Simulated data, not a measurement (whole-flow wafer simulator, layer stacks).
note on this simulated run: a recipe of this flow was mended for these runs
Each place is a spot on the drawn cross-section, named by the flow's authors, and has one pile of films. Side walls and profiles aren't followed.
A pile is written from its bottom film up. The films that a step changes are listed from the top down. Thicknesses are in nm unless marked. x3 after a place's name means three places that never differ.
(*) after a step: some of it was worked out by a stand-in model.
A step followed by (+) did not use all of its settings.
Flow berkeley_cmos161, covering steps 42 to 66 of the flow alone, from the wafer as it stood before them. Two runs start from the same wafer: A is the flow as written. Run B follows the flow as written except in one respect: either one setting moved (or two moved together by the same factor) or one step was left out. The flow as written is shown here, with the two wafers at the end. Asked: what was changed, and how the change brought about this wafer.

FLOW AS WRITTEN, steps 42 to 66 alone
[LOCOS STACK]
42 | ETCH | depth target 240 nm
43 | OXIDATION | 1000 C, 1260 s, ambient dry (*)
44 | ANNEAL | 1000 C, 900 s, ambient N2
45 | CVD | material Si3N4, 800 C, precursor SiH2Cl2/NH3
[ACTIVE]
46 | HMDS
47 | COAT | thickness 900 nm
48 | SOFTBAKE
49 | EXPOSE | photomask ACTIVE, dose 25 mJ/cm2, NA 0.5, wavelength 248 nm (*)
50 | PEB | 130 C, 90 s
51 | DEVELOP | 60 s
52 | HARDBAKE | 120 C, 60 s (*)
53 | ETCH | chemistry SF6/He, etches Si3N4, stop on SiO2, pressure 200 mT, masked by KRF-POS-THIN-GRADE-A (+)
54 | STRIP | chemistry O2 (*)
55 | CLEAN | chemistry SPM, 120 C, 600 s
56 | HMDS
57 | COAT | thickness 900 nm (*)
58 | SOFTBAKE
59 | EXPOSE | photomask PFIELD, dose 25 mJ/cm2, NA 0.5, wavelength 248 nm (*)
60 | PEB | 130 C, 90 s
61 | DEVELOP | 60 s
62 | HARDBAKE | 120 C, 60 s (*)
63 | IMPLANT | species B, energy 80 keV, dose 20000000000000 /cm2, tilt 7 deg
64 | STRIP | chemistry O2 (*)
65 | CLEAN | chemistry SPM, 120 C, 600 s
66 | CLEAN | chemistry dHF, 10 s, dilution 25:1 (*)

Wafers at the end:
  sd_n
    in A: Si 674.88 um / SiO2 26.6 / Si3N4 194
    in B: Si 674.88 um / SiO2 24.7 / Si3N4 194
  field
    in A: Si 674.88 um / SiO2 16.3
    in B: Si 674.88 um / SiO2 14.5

Cause: step 43, OXIDATION: 1102 s was run, though the flow has 1260 s.

The path from the change to this, step by step:
  43 | OXIDATION | 1000 C, 1260 s, ambient dry (*)
      field, sd_n, spacer_n and 6 more: A SiO2 gains 26.6 (new film), Si loses 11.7 | B SiO2 gains 24.7 (new film), Si loses 10.9
